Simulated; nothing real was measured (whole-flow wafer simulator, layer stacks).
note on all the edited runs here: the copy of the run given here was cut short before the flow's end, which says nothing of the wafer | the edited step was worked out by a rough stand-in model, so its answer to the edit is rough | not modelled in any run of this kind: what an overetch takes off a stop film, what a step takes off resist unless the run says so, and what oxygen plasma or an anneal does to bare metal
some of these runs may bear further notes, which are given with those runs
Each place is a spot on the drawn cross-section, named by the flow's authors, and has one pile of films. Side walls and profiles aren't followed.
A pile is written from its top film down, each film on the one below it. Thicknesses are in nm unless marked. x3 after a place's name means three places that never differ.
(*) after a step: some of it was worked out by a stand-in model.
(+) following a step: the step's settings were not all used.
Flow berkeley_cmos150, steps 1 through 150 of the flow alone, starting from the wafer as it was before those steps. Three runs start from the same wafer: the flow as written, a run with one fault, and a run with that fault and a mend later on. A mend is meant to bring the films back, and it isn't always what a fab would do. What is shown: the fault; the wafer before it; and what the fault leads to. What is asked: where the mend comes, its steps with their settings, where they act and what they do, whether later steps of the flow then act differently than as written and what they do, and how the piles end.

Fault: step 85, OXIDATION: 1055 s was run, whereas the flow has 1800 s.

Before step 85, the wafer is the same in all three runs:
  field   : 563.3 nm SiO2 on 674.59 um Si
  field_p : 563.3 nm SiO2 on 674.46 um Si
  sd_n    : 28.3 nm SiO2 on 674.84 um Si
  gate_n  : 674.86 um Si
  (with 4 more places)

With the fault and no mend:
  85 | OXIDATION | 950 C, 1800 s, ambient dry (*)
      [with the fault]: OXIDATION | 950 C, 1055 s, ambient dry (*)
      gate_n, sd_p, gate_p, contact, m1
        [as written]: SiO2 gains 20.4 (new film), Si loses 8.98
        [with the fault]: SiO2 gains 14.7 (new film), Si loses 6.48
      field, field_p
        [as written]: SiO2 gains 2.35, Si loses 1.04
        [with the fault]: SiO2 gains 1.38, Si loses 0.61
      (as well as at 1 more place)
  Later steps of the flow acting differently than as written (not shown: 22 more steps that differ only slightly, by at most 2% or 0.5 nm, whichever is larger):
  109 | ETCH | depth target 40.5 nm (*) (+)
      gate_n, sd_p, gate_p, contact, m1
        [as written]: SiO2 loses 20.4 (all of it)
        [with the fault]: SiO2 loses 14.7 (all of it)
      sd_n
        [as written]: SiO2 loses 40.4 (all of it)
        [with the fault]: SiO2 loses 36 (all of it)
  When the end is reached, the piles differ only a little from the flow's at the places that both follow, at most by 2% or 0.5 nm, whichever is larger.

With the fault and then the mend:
  The mend stands after step 87.
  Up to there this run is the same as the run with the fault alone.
  87a | OXIDATION | 950 C, 646 s, ambient dry (*) (a further turn of the flow's step 85, with different settings)
      gate_n, sd_p, gate_p, contact, m1
        SiO2 gains 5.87, Si loses 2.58
      field, field_p
        SiO2 gains 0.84, Si loses 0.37
      sd_n
        SiO2 gains 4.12, Si loses 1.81
  None of the later steps of the flow differs from how it acts as written, at any place that is followed, by more than 2% or 0.5 nm, whichever is larger.
  When the end is reached, the piles differ only a little from the flow's at the places that both follow, at most by 2% or 0.5 nm, whichever is larger.
